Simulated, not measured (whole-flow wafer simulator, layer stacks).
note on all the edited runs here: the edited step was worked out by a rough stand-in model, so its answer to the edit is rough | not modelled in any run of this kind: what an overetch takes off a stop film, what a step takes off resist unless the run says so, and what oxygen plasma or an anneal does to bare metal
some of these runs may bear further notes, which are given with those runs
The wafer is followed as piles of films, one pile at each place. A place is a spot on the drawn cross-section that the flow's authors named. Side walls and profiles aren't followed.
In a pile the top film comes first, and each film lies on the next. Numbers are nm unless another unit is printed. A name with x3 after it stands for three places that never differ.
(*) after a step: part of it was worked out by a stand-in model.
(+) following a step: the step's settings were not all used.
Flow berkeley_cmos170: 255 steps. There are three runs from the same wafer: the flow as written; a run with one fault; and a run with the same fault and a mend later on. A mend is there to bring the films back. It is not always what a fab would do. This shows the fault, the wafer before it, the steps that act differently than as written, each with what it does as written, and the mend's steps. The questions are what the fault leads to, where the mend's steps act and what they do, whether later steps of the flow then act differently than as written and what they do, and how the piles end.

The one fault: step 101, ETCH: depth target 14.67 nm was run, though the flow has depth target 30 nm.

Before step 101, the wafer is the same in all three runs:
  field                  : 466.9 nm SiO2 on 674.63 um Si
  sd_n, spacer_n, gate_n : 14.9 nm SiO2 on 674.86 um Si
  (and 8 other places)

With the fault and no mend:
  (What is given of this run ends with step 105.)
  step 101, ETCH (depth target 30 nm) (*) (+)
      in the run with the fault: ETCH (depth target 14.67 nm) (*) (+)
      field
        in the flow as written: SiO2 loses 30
        in the run with the fault: SiO2 loses 14.7
  Every later step of the flow up to step 105 that is run acts as written, at every place that is followed, to within 2% or 0.5 nm, whichever is larger.
  Once step 105 is done, the piles at field depart from the flow's by more than 2% or 0.5 nm, whichever is larger.
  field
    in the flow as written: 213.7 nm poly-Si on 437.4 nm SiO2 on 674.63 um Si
    in the run with the fault: 213.7 nm poly-Si on 452.8 nm SiO2 on 674.63 um Si

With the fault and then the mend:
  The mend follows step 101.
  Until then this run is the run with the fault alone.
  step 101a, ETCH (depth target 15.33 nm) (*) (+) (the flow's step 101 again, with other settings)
      field
        SiO2 loses 15.3
  Every later step of the flow that is run acts as written at every place that is followed.
  The piles end the same as the flow's at every place that both follow.
